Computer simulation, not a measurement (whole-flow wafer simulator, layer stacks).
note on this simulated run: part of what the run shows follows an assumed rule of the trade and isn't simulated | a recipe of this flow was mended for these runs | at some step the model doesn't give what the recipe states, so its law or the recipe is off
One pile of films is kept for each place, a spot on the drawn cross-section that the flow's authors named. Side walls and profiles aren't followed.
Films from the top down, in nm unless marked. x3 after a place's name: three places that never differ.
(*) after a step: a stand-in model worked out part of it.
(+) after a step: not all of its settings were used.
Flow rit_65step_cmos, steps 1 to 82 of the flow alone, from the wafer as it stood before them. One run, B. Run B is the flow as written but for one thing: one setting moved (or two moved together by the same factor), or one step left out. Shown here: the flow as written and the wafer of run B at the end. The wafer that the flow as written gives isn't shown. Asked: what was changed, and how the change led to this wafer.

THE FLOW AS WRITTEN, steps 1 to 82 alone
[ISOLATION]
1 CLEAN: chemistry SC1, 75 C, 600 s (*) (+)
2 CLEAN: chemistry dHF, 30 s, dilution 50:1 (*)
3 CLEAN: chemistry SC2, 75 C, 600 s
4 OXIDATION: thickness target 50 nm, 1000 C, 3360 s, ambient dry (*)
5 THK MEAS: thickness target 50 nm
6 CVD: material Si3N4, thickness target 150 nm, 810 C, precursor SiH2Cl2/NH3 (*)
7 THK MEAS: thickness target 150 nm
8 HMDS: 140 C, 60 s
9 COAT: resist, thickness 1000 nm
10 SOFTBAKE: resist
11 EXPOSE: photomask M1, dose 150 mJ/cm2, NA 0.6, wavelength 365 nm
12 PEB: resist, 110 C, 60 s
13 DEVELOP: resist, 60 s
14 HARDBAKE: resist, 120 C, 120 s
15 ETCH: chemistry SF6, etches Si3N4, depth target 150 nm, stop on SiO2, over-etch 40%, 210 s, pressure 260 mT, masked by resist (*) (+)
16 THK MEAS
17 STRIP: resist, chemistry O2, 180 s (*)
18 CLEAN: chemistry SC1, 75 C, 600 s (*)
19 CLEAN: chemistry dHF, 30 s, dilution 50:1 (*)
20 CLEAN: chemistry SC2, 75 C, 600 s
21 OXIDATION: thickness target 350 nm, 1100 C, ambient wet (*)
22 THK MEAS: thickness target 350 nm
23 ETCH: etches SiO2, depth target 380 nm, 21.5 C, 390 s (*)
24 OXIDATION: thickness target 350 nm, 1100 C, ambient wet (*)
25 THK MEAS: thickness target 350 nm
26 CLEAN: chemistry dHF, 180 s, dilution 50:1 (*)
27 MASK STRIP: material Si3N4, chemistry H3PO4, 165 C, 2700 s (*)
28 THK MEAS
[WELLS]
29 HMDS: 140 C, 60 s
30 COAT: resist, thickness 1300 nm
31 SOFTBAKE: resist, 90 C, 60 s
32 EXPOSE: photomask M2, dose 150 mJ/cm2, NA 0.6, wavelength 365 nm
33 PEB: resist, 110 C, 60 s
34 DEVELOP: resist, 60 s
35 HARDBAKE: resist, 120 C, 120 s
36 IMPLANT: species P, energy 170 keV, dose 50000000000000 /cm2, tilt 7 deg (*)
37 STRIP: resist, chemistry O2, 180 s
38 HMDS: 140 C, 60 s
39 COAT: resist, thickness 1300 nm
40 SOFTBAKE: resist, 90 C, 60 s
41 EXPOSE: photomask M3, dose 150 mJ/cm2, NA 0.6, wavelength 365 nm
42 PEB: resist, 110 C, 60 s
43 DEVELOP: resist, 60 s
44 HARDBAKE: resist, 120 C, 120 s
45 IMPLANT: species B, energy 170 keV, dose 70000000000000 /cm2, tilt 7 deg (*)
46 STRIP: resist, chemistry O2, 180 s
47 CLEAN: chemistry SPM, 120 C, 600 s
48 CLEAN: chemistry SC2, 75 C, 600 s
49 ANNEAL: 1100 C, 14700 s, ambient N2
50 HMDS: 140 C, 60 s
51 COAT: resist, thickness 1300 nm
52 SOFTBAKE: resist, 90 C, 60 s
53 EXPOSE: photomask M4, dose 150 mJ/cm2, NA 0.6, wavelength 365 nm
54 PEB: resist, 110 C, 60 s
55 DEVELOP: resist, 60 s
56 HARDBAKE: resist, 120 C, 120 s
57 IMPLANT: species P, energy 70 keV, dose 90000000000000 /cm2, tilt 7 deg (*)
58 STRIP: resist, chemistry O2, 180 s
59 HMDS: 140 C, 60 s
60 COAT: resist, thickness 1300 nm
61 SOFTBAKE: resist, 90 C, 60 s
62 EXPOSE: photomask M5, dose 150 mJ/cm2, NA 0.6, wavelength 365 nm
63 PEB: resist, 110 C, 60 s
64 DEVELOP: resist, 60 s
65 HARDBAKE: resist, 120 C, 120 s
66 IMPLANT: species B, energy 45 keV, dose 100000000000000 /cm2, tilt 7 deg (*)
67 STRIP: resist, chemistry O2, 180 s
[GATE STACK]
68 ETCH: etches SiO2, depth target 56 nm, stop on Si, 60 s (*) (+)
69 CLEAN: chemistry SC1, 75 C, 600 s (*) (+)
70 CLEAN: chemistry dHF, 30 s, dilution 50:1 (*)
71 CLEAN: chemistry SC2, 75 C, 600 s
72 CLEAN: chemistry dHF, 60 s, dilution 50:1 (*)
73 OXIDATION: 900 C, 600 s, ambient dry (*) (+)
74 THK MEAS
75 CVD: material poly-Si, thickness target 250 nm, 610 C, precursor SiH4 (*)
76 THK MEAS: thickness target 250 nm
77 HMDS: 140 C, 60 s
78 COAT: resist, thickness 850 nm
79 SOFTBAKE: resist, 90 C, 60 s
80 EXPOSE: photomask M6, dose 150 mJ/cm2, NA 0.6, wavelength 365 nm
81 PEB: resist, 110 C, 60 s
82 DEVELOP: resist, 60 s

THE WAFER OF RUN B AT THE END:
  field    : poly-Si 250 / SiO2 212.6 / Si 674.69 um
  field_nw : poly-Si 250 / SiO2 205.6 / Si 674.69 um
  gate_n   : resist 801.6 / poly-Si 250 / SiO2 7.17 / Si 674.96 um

The cause: step 24, OXIDATION: thickness target 308 nm was run, where the flow has thickness target 350 nm.

How the change led to this, step by step:
  24 OXIDATION: thickness target 350 nm, 1100 C, ambient wet (*)
      active_n, active_p, gate_n and 7 more: SiO2 +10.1 (new film), Si3N4 -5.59 (as written it would be: SiO2 +12 (new film), Si3N4 -6.61)
      field, field_pw, field_nw, field_p: SiO2 +308 (new film), Si -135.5 (as written it would be: SiO2 +350 (new film), Si -154)
  26 CLEAN: chemistry dHF, 180 s, dilution 50:1 (*)
      active_n, active_p, gate_n and 7 more: SiO2 -10.1 (all of it), Si3N4 -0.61 (as written it would be: SiO2 -12 (all of it), Si3N4 -0.44)
  81 PEB: resist, 110 C, 60 s
      field: resist -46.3 (as written it would be: resist -45.3)
